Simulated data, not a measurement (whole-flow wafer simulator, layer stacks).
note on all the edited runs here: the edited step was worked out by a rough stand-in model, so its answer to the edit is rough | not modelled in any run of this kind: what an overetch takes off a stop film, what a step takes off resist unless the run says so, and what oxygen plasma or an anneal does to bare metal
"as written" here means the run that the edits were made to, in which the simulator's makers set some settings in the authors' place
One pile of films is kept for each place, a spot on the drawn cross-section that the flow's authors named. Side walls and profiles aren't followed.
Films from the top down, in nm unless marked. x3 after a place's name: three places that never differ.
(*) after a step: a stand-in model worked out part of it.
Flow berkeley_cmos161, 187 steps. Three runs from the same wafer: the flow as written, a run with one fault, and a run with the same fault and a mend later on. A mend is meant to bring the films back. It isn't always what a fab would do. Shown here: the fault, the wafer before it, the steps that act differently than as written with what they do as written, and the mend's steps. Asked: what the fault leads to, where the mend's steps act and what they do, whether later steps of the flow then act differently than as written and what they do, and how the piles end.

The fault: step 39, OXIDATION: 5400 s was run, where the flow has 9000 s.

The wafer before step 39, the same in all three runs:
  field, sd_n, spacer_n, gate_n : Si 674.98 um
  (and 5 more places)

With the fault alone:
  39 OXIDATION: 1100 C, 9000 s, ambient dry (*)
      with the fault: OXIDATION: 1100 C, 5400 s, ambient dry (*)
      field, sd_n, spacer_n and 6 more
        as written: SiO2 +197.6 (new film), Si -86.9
        with the fault: SiO2 +144.5 (new film), Si -63.6
  Later steps of the flow that act differently than as written:
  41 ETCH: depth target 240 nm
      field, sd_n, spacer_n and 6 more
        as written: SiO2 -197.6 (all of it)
        with the fault: SiO2 -144.5 (all of it)
  At the end the piles differ from the flow's only slightly at the places that both follow, by at most 2% or 0.5 nm, whichever is larger.

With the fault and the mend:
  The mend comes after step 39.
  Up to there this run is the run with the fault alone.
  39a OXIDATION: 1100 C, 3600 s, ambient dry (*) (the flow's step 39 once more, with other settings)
      field, sd_n, spacer_n and 6 more
        SiO2 +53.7, Si -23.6
  No later step of the flow acts differently than as written, at any place that is followed, by more than 2% or 0.5 nm, whichever is larger.
  At the end the piles differ from the flow's only slightly at the places that both follow, by at most 2% or 0.5 nm, whichever is larger.
